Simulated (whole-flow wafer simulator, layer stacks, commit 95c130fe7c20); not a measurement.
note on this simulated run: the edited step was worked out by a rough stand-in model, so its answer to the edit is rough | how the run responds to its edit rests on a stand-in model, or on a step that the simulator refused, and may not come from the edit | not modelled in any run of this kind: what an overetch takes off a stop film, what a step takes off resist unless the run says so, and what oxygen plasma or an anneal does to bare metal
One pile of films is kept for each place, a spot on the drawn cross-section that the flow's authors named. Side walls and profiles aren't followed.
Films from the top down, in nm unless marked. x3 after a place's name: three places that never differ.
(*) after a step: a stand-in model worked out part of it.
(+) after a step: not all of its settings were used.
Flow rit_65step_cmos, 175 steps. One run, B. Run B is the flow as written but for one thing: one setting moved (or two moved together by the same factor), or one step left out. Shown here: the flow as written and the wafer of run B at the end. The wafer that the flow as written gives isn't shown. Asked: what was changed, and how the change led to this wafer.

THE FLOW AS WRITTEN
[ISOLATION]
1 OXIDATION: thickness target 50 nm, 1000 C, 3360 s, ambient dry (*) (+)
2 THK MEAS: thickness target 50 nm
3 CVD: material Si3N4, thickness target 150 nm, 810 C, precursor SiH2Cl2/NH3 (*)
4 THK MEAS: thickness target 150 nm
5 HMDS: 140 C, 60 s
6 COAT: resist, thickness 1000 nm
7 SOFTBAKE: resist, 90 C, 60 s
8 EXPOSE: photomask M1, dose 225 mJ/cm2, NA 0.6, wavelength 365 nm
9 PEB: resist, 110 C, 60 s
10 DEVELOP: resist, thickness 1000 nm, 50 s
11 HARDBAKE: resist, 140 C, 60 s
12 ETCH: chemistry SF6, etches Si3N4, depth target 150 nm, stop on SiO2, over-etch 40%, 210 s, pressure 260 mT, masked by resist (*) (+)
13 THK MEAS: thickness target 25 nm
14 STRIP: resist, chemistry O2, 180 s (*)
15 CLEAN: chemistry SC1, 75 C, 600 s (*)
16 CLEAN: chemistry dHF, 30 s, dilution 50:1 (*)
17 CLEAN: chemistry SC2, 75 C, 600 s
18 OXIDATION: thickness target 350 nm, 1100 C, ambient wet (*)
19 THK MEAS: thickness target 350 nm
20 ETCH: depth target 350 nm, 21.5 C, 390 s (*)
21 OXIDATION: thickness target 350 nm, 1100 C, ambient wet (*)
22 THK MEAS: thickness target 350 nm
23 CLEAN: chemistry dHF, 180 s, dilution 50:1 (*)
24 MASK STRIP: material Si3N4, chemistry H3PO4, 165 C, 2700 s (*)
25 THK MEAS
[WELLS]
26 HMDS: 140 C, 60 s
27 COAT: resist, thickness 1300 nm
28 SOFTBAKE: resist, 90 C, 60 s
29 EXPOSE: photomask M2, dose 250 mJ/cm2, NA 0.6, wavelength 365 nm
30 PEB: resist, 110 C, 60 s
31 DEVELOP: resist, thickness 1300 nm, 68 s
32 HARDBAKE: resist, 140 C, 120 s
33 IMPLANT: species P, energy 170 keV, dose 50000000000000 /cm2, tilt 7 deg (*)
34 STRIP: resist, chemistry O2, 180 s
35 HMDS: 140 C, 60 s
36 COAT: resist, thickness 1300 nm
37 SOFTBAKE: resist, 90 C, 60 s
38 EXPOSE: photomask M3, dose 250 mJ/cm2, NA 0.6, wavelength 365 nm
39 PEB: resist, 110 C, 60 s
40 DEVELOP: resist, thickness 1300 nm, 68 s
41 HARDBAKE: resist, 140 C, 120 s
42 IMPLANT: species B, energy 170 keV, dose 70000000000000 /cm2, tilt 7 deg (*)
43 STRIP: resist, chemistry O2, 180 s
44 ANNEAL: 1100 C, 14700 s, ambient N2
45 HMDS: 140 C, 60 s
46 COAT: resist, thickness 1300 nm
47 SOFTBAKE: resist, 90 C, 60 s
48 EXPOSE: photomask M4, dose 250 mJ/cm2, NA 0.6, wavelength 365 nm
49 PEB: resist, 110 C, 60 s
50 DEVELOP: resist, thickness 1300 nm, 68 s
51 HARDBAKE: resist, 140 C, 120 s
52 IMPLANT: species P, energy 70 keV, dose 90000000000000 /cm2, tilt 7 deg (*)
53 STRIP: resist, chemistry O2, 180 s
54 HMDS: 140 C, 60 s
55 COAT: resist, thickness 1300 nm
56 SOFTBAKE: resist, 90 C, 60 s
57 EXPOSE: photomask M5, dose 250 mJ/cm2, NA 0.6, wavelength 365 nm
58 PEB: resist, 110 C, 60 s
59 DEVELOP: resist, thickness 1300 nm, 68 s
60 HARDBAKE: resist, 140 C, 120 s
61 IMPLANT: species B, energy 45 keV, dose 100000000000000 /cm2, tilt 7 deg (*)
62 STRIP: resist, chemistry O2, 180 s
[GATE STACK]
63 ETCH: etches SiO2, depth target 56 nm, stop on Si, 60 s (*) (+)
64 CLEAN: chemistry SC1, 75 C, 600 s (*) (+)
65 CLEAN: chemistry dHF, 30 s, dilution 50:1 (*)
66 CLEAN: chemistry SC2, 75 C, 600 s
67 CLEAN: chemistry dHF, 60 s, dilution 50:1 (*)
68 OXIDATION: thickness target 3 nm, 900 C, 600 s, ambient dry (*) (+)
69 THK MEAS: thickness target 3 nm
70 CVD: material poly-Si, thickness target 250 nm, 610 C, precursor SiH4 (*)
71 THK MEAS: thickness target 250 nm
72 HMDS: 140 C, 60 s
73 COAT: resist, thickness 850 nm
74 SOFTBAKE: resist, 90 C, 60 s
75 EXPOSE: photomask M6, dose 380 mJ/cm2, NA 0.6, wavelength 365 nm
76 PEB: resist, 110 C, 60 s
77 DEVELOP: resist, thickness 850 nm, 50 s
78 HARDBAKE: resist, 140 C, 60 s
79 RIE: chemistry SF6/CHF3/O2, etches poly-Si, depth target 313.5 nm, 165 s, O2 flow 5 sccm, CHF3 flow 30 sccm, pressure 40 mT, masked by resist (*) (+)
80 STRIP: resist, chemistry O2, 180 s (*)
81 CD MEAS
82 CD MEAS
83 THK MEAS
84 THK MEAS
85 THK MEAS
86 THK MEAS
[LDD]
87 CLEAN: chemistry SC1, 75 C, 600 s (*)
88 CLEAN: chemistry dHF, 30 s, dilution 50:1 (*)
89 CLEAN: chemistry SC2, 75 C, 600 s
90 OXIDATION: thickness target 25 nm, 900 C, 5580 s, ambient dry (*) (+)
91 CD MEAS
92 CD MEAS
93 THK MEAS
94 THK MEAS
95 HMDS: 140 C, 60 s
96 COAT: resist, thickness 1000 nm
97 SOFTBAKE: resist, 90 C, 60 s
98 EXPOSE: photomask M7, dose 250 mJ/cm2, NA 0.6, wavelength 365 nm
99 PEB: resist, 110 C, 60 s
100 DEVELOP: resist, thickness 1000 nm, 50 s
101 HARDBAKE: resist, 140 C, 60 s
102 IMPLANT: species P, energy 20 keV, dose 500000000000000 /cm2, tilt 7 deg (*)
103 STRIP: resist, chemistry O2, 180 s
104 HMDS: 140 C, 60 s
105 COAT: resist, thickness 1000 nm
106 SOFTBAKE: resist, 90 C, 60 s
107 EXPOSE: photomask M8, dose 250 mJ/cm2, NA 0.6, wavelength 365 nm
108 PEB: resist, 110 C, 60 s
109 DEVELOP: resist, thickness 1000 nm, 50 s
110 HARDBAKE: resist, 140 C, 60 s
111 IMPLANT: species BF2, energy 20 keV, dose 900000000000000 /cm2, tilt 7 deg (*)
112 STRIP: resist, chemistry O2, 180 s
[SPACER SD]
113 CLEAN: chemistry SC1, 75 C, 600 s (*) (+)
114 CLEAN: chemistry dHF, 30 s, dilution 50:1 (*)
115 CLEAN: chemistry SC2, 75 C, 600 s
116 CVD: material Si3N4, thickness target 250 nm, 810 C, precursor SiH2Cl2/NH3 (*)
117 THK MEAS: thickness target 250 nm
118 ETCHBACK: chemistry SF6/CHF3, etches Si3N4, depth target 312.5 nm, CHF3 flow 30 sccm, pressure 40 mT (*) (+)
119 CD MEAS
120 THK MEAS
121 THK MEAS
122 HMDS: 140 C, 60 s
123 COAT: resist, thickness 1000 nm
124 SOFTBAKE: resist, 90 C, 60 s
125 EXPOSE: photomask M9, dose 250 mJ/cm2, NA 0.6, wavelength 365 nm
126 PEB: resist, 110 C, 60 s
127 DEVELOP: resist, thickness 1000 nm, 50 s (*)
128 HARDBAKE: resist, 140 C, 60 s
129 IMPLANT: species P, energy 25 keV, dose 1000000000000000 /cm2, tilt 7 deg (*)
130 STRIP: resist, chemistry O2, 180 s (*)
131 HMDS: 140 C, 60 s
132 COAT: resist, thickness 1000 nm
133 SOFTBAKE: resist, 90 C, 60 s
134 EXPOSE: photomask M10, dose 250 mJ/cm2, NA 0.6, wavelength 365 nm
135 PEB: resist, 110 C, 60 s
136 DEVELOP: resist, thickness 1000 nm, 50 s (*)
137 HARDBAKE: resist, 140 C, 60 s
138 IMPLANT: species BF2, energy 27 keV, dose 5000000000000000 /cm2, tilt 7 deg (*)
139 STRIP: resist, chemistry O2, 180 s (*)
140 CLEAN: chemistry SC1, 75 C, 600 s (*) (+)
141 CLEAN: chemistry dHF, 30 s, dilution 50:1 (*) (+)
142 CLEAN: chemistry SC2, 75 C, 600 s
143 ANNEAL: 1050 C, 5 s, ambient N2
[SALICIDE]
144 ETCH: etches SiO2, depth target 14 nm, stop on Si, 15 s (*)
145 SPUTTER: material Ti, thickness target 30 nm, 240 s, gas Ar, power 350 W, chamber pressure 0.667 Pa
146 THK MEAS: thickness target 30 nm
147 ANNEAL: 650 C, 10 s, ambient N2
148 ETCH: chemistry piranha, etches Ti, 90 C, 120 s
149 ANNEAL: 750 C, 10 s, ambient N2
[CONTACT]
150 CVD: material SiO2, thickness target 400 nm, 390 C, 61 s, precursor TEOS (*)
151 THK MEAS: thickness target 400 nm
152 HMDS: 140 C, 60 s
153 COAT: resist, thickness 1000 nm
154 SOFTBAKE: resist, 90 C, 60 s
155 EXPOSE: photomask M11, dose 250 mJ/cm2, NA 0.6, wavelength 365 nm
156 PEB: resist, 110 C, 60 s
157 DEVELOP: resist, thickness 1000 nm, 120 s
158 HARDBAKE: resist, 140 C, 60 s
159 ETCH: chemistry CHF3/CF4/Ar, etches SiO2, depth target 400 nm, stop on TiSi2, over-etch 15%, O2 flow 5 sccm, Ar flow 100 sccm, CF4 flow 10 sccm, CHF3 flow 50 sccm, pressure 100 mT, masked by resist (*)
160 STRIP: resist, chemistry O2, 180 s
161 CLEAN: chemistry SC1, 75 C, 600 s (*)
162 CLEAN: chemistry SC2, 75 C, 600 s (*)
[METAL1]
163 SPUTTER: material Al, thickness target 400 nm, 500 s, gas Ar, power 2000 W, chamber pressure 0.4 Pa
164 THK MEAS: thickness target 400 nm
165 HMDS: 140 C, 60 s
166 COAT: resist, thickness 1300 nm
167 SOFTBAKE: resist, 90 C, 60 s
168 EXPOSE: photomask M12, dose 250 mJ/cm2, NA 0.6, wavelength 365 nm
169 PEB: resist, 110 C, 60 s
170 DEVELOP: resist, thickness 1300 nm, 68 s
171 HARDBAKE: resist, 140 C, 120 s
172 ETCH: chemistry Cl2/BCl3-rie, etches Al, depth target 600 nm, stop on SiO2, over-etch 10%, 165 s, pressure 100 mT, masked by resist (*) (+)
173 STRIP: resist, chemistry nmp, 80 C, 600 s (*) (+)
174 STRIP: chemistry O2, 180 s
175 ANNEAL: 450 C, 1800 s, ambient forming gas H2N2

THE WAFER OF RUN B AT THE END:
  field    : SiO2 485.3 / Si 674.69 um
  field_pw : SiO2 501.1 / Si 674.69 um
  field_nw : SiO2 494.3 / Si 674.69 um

The cause: step 21, OXIDATION: thickness target 315 nm was run, where the flow has thickness target 350 nm.

How the change led to this, step by step:
  21 OXIDATION: thickness target 350 nm, 1100 C, ambient wet (*)
      active_n, active_p, gate_n and 7 more: SiO2 +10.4 (new film), Si3N4 -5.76 (as written it would be: SiO2 +12 (new film), Si3N4 -6.61)
      field, field_pw, field_nw, field_p: SiO2 +315 (new film), Si -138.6 (as written it would be: SiO2 +350 (new film), Si -154)
  23 CLEAN: chemistry dHF, 180 s, dilution 50:1 (*)
      active_n, active_p, gate_n and 7 more: SiO2 -10.4 (all of it), Si3N4 -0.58 (as written it would be: SiO2 -12 (all of it), Si3N4 -0.44)
  90 OXIDATION: thickness target 25 nm, 900 C, 5580 s, ambient dry (*) (+)
      field, field_pw: SiO2 +7.27, Si -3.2 (as written it would be: SiO2 +6.57, Si -2.89)
      field_nw, field_p: SiO2 +7.42, Si -3.27 (as written it would be: SiO2 +6.7, Si -2.95)
